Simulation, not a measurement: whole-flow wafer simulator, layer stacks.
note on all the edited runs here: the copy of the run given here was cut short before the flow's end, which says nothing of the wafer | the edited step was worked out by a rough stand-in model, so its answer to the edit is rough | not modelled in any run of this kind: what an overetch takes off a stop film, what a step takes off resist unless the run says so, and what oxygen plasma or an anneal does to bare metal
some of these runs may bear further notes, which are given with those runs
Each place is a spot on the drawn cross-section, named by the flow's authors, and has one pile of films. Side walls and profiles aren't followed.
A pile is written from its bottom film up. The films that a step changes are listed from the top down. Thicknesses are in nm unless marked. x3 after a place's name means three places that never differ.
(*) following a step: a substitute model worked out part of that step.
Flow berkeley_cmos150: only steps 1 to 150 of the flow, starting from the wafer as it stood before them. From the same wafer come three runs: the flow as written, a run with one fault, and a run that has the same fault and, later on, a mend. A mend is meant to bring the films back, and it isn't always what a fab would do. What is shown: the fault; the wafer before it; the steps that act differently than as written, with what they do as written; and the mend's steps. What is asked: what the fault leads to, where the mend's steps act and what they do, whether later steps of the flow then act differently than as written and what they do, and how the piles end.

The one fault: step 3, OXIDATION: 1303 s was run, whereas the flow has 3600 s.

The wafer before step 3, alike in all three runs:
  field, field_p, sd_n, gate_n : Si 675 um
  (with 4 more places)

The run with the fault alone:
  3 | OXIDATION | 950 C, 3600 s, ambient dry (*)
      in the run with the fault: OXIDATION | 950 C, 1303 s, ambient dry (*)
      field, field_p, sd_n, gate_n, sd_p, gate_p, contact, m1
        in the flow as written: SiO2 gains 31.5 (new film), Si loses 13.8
        in the run with the fault: SiO2 gains 16.8 (new film), Si loses 7.38
  Steps further on in the flow that do not act as written (34 other steps are not shown; they differ only slightly, by no more than 2% or 0.5 nm, whichever is larger):
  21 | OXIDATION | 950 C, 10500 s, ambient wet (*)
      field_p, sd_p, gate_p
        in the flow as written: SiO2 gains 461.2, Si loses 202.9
        in the run with the fault: SiO2 gains 471.3, Si loses 207.4
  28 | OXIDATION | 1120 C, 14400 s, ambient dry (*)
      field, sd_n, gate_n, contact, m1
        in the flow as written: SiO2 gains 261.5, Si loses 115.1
        in the run with the fault: SiO2 gains 273.8, Si loses 120.5
  The piles end only slightly different from the flow's at the places that both follow, by no more than 2% or 0.5 nm, whichever is larger.

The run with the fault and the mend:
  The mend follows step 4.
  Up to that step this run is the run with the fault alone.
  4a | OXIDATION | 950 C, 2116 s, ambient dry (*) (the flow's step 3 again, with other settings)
      field, field_p, sd_n, gate_n, sd_p, gate_p, contact, m1
        SiO2 gains 14.8, Si loses 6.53
  Later steps of the flow that are run all act as written at every place that is followed, up to a difference of at most 2% or 0.5 nm, whichever is larger.
  At every place that both follow, the piles at the end match the flow's.
